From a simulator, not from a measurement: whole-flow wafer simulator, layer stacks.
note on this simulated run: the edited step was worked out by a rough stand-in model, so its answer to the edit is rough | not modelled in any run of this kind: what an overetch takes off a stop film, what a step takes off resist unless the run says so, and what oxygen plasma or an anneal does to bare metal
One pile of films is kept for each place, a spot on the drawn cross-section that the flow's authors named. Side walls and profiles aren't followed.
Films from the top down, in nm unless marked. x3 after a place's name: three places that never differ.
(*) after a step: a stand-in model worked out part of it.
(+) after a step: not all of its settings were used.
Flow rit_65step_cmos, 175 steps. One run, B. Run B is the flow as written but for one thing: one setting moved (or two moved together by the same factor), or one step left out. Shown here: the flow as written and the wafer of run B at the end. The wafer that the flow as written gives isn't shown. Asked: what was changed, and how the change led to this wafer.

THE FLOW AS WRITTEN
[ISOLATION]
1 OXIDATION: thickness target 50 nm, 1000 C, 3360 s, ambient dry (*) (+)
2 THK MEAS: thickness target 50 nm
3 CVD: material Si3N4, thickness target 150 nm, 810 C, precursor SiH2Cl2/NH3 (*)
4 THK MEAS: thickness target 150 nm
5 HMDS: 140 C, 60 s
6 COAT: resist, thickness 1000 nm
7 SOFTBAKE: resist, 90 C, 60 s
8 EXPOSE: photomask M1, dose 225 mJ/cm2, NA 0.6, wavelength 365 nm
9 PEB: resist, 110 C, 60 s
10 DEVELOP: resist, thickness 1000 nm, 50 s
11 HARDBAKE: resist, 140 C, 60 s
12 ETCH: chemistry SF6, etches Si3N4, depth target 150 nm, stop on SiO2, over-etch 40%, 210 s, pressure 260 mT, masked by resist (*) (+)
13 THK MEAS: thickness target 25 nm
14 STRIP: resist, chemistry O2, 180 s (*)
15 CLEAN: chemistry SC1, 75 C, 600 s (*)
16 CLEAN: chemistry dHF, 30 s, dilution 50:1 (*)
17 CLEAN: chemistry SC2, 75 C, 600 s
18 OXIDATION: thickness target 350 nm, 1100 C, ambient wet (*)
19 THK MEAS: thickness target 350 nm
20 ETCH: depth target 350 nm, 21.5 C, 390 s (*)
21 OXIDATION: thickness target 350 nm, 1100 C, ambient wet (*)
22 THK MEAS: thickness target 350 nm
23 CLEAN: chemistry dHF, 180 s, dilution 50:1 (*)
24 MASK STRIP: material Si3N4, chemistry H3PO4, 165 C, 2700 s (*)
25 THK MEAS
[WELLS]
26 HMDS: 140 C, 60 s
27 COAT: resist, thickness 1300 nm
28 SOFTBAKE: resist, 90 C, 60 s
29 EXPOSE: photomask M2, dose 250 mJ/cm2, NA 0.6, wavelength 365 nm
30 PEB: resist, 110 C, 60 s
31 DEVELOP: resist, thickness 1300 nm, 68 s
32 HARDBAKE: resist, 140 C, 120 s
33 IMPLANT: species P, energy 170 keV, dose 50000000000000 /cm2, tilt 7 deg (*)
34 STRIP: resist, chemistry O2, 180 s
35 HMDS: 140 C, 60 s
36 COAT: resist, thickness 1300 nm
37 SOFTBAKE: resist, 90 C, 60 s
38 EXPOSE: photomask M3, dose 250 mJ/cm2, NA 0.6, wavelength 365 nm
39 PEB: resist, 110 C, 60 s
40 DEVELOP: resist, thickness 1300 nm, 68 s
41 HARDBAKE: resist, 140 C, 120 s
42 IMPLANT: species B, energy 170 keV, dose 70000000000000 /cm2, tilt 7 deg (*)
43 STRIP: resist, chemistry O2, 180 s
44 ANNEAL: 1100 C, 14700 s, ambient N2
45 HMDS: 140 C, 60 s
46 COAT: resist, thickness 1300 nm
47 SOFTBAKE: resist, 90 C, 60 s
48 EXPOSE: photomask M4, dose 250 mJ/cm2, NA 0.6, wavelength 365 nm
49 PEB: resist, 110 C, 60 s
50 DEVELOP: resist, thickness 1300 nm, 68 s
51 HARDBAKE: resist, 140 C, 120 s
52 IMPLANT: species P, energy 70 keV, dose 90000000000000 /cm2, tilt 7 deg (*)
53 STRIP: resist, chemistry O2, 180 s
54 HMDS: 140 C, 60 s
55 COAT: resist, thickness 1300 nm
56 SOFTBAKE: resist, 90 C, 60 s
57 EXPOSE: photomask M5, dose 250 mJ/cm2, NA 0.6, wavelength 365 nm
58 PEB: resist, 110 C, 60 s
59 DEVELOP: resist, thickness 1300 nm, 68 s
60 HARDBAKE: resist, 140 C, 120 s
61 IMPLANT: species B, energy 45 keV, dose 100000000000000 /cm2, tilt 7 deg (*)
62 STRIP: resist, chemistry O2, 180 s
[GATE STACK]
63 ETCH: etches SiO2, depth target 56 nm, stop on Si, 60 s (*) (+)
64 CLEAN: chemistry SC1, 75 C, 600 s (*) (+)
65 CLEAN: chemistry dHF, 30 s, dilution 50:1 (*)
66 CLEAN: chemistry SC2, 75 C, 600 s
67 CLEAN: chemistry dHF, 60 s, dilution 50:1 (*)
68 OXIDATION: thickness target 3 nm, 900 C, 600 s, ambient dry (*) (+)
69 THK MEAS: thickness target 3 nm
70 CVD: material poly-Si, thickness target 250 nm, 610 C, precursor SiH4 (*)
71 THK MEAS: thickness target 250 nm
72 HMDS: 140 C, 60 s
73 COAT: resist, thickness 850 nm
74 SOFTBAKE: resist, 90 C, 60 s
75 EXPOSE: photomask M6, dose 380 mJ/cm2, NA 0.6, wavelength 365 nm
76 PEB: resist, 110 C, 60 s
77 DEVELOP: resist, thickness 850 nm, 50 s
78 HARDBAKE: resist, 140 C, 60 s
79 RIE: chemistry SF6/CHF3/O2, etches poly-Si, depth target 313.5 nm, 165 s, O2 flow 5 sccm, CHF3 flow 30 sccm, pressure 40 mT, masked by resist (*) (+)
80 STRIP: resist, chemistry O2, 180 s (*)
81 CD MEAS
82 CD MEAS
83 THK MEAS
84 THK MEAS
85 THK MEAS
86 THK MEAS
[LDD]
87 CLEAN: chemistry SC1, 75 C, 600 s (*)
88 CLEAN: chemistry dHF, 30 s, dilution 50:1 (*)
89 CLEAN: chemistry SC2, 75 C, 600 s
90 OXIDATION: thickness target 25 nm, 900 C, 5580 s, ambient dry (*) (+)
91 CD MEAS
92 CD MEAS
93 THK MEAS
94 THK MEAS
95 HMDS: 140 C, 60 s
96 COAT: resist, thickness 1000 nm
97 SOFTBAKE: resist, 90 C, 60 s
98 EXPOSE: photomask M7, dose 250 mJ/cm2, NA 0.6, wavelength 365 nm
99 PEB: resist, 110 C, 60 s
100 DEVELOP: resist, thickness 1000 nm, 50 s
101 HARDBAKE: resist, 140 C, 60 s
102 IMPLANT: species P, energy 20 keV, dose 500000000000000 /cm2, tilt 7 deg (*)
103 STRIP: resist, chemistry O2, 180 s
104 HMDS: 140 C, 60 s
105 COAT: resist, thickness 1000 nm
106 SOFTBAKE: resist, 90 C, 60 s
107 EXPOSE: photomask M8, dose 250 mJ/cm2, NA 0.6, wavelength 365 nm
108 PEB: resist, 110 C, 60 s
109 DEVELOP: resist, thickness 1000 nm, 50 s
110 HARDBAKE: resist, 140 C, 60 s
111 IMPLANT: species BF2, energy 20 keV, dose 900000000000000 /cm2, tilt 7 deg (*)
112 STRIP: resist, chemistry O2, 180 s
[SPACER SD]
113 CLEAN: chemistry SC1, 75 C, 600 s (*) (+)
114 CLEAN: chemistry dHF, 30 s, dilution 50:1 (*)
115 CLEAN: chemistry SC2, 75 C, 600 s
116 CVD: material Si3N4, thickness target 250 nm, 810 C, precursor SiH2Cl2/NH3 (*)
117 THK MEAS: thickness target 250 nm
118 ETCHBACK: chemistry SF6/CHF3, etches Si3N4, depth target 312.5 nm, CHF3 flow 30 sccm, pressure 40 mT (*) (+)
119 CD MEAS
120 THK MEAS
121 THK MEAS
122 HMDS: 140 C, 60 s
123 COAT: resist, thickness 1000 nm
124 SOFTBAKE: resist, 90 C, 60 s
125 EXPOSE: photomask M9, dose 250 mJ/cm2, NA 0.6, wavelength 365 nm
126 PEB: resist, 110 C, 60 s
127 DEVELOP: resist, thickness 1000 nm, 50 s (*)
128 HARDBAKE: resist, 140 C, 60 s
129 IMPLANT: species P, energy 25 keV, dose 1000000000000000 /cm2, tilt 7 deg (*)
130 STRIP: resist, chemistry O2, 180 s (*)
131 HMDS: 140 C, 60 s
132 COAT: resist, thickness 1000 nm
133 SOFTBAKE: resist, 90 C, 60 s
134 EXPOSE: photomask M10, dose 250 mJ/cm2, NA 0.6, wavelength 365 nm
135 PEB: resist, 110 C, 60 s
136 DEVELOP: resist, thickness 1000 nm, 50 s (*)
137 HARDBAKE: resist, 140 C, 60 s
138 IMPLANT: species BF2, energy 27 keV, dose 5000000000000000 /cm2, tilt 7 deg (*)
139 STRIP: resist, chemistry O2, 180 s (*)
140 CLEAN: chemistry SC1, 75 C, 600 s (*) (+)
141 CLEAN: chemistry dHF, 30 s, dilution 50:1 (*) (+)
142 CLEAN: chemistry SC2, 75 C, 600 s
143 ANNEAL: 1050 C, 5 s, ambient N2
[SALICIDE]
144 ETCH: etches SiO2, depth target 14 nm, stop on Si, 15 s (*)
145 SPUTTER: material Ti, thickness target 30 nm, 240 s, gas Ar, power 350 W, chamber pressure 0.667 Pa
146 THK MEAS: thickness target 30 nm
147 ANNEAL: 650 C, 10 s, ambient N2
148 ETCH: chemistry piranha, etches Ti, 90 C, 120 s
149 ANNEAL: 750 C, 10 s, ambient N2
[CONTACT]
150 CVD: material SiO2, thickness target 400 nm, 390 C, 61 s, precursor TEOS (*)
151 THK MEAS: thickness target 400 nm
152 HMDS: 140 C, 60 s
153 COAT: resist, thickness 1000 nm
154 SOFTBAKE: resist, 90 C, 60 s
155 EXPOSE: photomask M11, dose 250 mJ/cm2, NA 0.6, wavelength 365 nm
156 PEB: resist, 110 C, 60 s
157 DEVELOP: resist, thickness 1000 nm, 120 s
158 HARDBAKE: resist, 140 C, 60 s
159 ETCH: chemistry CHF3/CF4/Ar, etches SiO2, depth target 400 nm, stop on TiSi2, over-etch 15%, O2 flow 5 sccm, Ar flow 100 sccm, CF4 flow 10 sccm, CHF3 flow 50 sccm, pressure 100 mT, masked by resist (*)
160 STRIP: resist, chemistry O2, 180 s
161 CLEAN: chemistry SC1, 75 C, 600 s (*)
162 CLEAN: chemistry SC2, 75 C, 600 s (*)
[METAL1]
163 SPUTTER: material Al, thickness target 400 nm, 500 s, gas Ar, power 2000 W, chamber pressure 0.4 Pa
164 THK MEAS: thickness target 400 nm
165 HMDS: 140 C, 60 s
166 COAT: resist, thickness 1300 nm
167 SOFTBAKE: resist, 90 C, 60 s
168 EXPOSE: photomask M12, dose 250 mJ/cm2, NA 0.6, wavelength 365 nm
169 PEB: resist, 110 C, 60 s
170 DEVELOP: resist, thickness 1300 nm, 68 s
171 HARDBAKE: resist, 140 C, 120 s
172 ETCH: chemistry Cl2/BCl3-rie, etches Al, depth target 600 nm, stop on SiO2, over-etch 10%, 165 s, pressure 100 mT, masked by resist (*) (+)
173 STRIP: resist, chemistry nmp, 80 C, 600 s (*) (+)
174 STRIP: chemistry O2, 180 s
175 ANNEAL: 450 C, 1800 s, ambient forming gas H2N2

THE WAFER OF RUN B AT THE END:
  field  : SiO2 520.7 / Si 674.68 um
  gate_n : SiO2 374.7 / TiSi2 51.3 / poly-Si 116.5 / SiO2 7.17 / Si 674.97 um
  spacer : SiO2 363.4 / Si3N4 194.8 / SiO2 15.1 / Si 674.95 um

The cause: step 102, IMPLANT: dose 300000000000000 /cm2 was run, where the flow has dose 500000000000000 /cm2.

How the change led to this, step by step:
  114 CLEAN: chemistry dHF, 30 s, dilution 50:1 (*)
      field, active_n, gate_n, spacer, sd_n, contact, m1: SiO2 -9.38 (as written it would be: SiO2 -10.5)
  118 ETCHBACK: chemistry SF6/CHF3, etches Si3N4, depth target 312.5 nm, CHF3 flow 30 sccm, pressure 40 mT (*) (+)
      gate_n: Si3N4 -250 (all of it), SiO2 -17.5 (all of it), poly-Si -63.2 (as written it would be: Si3N4 -250 (all of it), SiO2 -16.3 (all of it), poly-Si -65.5)
